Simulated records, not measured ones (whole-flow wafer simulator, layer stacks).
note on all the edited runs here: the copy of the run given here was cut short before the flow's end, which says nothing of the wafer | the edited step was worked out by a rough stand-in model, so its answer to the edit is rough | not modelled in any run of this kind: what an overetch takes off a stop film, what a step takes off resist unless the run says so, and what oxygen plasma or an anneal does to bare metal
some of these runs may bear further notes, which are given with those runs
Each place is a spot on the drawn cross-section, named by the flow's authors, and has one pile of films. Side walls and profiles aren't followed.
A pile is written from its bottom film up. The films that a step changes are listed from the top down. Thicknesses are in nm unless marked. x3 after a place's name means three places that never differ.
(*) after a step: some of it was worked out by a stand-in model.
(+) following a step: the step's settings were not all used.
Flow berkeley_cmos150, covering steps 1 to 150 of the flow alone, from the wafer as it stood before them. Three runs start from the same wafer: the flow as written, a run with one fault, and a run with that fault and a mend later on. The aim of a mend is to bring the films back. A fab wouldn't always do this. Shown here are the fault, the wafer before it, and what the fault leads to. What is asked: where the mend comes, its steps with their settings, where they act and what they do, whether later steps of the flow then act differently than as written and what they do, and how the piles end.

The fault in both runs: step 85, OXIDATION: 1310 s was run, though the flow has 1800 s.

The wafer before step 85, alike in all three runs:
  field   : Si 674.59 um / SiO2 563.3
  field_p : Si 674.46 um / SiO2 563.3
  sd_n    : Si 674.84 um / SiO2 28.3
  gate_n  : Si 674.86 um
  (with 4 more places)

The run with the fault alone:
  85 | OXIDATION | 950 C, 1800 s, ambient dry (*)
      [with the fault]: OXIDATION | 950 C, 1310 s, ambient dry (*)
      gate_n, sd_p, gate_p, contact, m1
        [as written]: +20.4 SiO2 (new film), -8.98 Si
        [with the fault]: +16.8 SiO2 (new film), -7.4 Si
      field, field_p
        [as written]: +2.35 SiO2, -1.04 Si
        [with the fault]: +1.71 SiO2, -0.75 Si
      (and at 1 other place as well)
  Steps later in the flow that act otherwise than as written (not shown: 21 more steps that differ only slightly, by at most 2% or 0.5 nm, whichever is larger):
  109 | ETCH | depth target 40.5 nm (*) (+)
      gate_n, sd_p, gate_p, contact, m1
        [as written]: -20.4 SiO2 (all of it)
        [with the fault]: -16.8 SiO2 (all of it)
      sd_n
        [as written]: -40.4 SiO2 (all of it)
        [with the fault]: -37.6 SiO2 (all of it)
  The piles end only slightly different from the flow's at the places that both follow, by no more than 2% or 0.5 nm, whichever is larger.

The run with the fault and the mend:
  The mend stands after step 94.
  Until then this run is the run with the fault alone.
  94a | STRIP (*) (+)
      field_p
        -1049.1 KrF resist (all of it)
      sd_p
        -1274.3 KrF resist (all of it)
      gate_p
        -1249 KrF resist (all of it)
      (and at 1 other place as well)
  94b | CLEAN | chemistry SPM, 600 s (the flow's step 77, run once more)
      does not change any film at any place that is followed
  94c | OXIDATION | 950 C, 413 s, ambient dry (*) (the flow's step 85, run once more with other settings)
      gate_n, sd_p, gate_p, contact, m1
        +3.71 SiO2, -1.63 Si
      field, field_p
        +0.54 SiO2, -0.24 Si
      sd_n
        +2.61 SiO2, -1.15 Si
  94d | HMDS (the flow's step 88, run once more)
      does not change any film at any place that is followed
  94e | COAT | KrF resist, thickness 1100 nm (*) (the flow's step 89, run once more)
      field
        +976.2 KrF resist (new film)
      field_p
        +1087.8 KrF resist (new film)
      sd_n
        +1243.1 KrF resist (new film)
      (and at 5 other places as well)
  94f | SOFTBAKE | KrF resist (the flow's step 90, run once more)
      does not change any film at any place that is followed
  94g | EXPOSE | photomask NWELL INV, NA 0.5, wavelength 248 nm (*) (the flow's step 91, run once more)
      does not change any film at any place that is followed
  94h | PEB | KrF resist, 110 C, 90 s (the flow's step 92, run once more)
      field
        -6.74 KrF resist
      field_p
        -7.53 KrF resist
      sd_n
        -8.63 KrF resist
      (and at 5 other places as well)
  94i | DEVELOP | KrF resist, thickness 1100 nm, developer developer-D-0.26N, 45 s (the flow's step 93, run once more)
      field_p, sd_p, gate_p, m1
        -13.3 KrF resist
      field
        -969.5 KrF resist (all of it)
      sd_n
        -1234.4 KrF resist (all of it)
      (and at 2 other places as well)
  94j | HARDBAKE | 120 C, 7200 s (the flow's step 94, run once more)
      field_p
        -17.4 KrF resist
      sd_p
        -21.4 KrF resist
      gate_p
        -20.9 KrF resist
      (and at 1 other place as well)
  None of the later steps of the flow differs from how it acts as written, at any place that is followed, by more than 2% or 0.5 nm, whichever is larger.
  The piles end only slightly different from the flow's at the places that both follow, by no more than 2% or 0.5 nm, whichever is larger.
